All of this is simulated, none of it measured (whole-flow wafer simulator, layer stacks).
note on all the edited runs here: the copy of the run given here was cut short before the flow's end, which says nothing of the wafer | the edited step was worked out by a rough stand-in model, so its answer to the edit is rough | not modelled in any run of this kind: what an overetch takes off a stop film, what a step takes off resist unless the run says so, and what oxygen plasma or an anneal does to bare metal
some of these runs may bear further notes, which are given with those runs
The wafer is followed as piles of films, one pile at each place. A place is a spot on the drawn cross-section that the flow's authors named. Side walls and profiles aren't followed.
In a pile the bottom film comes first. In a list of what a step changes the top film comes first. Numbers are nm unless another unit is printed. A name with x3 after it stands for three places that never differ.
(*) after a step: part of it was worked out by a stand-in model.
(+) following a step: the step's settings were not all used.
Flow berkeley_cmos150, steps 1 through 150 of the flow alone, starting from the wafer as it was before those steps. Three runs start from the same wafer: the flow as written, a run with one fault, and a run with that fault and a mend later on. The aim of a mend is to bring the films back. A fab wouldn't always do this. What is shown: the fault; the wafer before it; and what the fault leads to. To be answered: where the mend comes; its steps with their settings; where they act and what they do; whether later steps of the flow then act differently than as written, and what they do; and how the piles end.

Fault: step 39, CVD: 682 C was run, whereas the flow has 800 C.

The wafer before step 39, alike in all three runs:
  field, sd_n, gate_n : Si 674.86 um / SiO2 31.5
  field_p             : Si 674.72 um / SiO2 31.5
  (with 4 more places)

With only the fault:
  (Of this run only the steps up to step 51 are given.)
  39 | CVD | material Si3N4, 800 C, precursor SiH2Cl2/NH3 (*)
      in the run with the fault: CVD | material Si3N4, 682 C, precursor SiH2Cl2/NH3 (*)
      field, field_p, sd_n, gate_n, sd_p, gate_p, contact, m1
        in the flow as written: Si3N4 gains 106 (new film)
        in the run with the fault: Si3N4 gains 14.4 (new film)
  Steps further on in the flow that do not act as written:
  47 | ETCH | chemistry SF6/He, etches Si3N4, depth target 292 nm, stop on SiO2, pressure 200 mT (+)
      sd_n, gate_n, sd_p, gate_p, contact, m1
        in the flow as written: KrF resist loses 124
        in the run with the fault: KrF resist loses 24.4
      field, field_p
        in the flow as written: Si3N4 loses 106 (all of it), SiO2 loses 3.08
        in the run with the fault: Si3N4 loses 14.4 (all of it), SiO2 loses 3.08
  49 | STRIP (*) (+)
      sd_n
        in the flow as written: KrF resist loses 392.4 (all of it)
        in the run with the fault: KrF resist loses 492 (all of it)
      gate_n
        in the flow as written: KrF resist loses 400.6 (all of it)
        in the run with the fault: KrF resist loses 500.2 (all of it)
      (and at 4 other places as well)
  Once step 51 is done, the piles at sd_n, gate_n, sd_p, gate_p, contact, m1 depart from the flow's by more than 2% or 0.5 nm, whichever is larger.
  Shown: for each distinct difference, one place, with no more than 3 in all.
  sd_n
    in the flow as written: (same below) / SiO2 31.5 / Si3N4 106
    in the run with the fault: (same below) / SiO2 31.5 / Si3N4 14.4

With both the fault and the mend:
  The mend stands after step 39.
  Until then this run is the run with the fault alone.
  39a | CVD | material Si3N4, 800 C, precursor SiH2Cl2/NH3 (*) (a further turn of the flow's step 39; the settings that differ are not printed)
      field, field_p, sd_n, gate_n, sd_p, gate_p, contact, m1
        Si3N4 gains 91.6
  None of the later steps of the flow acts differently than as written at any place that is followed.
  The piles end the same as the flow's at every place that both follow.
